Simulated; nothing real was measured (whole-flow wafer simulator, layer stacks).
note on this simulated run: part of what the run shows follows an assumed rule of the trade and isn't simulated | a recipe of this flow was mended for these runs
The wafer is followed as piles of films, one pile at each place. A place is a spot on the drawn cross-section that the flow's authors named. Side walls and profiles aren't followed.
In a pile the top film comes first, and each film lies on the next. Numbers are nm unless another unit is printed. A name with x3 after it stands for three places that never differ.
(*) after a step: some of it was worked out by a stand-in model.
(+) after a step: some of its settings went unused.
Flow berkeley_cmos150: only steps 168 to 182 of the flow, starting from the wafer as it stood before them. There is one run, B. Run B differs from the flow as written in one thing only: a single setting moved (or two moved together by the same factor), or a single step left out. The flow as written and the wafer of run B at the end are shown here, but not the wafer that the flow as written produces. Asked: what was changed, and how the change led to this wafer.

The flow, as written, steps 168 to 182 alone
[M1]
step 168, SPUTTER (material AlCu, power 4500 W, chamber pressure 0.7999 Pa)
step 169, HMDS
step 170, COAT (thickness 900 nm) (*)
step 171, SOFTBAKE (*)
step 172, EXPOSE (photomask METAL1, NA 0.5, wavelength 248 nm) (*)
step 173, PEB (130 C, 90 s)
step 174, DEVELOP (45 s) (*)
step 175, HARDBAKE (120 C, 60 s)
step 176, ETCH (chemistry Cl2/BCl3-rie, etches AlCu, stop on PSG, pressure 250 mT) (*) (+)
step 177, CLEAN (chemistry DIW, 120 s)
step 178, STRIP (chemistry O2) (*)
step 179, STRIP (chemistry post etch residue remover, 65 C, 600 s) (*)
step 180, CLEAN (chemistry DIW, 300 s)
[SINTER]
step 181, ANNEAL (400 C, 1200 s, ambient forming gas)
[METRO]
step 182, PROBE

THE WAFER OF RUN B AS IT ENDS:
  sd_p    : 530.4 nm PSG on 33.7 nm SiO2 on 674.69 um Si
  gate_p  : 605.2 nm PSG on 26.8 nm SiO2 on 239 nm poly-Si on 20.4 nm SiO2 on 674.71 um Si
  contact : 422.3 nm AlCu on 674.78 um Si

What caused this: step 168, SPUTTER: chamber pressure 0.9079 Pa was run, whereas the flow has chamber pressure 0.7999 Pa.

Step by step, how the change led to this:
  step 168, SPUTTER (material AlCu, power 4500 W, chamber pressure 0.7999 Pa)
      field, sd_n, gate_n, m1: AlCu gains 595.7 (new film) (as written it would have been: AlCu gains 626.1 (new film))
      field_p: AlCu gains 589.6 (new film) (as written it would have been: AlCu gains 619.8 (new film))
      (and at 3 other places as well)
  step 176, ETCH (chemistry Cl2/BCl3-rie, etches AlCu, stop on PSG, pressure 250 mT) (*) (+)
      field, sd_n, gate_n: AlCu loses 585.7 (all of it), PSG loses 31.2 (as written it would have been: AlCu loses 616.1 (all of it), PSG loses 31.2)
      contact, m1: thick-KrF-resist loses 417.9 (as written it would have been: thick-KrF-resist loses 433.1)
      (and at 3 other places as well)
  step 178, STRIP (chemistry O2) (*)
      m1: thick-KrF-resist loses 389 (all of it) (as written it would have been: thick-KrF-resist loses 373.8 (all of it))
